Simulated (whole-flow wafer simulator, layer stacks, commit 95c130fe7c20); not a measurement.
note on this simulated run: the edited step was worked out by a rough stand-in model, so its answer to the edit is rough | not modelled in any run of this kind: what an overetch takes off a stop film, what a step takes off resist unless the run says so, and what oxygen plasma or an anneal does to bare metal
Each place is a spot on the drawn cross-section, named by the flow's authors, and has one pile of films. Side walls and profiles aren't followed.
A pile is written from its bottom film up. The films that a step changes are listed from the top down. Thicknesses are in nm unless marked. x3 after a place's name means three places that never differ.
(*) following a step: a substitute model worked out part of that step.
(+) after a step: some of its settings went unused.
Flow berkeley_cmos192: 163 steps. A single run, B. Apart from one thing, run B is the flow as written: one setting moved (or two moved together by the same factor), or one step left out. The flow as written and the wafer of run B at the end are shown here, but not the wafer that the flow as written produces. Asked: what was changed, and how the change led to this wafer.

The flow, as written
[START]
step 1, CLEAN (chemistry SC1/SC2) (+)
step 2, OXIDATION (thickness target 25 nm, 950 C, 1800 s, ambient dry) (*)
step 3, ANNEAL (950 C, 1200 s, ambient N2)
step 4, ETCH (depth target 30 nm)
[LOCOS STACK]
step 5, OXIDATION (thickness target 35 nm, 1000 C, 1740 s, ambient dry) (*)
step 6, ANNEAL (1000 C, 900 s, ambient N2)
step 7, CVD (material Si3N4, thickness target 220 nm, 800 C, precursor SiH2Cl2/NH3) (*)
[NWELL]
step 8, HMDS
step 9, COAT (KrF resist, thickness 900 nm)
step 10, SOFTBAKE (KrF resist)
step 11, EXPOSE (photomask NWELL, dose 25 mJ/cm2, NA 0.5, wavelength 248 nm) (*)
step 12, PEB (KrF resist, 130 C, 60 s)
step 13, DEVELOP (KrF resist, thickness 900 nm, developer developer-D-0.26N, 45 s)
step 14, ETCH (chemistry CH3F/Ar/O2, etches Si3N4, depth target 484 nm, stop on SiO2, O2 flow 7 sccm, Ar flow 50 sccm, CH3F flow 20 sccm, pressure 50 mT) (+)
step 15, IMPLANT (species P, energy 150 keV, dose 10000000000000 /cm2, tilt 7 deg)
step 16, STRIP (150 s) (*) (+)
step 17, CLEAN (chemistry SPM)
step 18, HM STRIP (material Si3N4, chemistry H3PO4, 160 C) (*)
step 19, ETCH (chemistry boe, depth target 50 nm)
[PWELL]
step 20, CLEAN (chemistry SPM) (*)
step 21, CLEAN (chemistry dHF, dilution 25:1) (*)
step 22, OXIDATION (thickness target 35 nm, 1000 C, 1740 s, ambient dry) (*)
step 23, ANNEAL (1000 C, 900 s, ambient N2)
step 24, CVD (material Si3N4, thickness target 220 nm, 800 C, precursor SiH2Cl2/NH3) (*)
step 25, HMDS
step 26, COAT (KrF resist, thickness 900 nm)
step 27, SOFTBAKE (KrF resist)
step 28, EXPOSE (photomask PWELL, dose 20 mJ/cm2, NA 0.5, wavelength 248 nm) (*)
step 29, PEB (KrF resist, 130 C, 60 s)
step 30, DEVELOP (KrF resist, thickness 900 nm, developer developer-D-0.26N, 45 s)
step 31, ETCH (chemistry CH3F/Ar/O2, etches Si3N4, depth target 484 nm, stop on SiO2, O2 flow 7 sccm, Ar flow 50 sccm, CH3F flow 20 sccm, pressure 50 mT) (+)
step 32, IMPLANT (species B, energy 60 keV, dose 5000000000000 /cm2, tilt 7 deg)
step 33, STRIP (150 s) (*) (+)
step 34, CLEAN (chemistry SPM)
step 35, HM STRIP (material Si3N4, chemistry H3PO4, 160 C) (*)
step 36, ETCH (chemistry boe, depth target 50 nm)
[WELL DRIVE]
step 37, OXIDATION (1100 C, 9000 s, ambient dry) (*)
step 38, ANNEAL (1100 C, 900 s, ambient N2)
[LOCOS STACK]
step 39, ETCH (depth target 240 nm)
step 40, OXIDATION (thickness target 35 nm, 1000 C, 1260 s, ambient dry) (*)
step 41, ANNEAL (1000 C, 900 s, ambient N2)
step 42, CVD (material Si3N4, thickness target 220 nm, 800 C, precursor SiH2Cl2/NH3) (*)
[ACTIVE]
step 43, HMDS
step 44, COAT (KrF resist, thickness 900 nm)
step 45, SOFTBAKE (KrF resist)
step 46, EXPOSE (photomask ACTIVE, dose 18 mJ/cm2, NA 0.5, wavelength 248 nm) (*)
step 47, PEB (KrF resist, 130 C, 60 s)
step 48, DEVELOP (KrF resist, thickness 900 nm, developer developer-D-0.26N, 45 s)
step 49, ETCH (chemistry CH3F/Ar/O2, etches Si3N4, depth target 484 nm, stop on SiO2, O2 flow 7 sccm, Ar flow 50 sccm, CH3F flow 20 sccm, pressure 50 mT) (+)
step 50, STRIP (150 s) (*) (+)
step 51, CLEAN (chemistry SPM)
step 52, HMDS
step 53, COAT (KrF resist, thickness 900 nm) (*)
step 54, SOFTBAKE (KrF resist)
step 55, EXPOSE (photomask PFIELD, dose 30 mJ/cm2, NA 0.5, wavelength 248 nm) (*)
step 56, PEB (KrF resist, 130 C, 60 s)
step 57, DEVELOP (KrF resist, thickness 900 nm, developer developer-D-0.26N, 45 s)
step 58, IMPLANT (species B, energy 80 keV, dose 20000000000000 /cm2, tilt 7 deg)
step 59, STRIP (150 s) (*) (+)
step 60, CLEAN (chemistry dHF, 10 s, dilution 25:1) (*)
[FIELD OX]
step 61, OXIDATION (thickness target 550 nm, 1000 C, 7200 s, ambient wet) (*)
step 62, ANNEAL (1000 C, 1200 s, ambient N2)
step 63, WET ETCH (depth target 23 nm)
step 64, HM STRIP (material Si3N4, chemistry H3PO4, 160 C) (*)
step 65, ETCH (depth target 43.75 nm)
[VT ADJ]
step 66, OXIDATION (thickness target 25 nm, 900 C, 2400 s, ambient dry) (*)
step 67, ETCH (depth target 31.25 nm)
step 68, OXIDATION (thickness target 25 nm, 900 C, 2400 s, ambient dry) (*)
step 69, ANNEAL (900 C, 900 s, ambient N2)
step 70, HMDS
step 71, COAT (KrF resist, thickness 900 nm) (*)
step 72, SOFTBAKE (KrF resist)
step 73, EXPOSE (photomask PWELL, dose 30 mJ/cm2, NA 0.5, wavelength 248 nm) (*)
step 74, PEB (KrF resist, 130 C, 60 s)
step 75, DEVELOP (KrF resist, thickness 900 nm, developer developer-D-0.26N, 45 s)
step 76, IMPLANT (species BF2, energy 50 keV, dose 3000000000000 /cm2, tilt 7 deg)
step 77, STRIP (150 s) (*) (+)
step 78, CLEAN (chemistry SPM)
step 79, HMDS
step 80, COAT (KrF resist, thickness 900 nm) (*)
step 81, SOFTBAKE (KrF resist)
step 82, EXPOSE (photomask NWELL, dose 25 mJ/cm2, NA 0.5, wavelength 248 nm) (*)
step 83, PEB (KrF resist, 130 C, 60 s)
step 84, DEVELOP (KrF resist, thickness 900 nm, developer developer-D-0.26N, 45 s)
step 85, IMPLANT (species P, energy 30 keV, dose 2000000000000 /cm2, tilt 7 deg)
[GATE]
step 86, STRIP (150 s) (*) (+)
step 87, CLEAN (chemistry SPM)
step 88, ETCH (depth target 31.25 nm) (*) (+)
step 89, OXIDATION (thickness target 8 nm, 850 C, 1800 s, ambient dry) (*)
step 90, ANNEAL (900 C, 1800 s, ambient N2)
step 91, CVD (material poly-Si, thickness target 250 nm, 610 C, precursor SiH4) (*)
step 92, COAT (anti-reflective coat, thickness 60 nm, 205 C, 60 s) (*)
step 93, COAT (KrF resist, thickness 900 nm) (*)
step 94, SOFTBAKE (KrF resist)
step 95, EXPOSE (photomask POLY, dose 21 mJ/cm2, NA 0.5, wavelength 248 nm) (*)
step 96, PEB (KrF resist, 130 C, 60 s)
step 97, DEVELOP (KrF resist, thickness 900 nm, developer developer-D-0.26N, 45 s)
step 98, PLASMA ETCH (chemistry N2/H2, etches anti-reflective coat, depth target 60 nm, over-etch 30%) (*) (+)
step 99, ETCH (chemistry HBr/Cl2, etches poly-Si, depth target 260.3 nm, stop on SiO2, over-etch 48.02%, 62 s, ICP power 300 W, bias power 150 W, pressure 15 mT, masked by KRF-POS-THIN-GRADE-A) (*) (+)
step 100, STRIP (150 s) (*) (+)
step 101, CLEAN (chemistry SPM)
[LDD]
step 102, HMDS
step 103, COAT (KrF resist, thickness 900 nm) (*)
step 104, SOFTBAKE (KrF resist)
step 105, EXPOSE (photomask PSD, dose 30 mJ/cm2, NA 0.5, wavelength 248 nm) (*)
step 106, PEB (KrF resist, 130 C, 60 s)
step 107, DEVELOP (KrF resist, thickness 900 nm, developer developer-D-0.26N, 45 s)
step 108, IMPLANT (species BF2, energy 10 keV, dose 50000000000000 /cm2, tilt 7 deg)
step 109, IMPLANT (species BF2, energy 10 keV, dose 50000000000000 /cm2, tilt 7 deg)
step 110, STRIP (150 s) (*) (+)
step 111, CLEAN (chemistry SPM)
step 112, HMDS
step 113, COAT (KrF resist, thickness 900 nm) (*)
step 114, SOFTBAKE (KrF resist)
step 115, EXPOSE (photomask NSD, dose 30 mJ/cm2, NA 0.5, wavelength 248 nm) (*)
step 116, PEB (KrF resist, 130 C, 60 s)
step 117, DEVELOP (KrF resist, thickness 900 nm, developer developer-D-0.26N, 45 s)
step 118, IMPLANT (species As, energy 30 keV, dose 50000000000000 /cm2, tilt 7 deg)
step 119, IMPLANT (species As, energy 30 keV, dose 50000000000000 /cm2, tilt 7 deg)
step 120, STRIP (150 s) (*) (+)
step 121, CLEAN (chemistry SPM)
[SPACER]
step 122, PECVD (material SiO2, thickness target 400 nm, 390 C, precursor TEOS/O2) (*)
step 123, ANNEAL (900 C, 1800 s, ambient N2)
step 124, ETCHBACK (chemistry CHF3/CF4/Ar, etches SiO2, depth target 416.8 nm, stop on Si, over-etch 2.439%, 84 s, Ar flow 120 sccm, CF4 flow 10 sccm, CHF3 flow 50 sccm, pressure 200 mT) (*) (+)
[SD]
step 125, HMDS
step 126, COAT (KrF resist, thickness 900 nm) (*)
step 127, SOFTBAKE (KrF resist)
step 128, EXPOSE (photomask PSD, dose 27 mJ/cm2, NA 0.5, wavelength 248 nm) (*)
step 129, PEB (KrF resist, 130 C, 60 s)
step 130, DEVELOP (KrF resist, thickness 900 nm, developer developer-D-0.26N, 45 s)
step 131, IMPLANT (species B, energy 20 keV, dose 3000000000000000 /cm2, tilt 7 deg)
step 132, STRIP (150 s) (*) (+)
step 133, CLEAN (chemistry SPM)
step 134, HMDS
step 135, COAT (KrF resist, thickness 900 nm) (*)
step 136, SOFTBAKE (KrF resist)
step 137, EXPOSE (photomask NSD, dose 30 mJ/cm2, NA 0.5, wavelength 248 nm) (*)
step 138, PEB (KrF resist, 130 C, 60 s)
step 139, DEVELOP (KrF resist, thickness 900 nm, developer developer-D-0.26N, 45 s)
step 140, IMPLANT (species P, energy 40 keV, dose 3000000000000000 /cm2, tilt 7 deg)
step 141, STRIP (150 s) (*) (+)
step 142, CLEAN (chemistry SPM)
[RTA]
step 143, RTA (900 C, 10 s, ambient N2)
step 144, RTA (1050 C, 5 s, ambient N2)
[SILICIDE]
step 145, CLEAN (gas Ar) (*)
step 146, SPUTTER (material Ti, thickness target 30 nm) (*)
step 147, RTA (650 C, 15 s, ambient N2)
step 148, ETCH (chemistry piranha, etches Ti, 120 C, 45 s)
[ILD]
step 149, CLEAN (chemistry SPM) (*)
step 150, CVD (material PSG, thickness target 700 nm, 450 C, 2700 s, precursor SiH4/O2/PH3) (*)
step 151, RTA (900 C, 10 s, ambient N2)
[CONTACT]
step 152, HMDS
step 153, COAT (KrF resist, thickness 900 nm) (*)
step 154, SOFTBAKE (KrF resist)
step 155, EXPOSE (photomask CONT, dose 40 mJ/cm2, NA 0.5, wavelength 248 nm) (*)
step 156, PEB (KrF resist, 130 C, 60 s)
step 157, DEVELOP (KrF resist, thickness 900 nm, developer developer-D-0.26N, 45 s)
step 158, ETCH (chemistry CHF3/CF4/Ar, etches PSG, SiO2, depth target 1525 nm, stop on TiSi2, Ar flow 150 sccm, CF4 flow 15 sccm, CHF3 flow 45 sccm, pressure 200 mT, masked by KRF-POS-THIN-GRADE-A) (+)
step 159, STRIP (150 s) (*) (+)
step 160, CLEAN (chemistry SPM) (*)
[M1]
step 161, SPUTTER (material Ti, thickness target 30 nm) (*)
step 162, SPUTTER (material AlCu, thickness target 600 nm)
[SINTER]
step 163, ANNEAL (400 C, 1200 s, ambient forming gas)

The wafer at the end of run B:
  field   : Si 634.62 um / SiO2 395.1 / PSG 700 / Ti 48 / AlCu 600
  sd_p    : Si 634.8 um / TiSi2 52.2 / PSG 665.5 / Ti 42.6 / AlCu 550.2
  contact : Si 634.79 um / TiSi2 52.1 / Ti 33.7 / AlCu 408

Cause: step 161, SPUTTER: thickness target 48 nm was run, whereas the flow has thickness target 30 nm.
The wafer lets one read it off: field has Ti 48, and step 161 as written asks for 30 nm.

How this came from the change, step by step:
  step 161, SPUTTER (material Ti, thickness target 30 nm) (*)
      field, sd_n, spacer_n, gate, spacer_p, gate_p, m1: +48 Ti (new film) (in the flow as written it would be: +30 Ti (new film))
      sd_p: +42.6 Ti (new film) (in the flow as written it would be: +26.6 Ti (new film))
      (as well as at 1 more place)
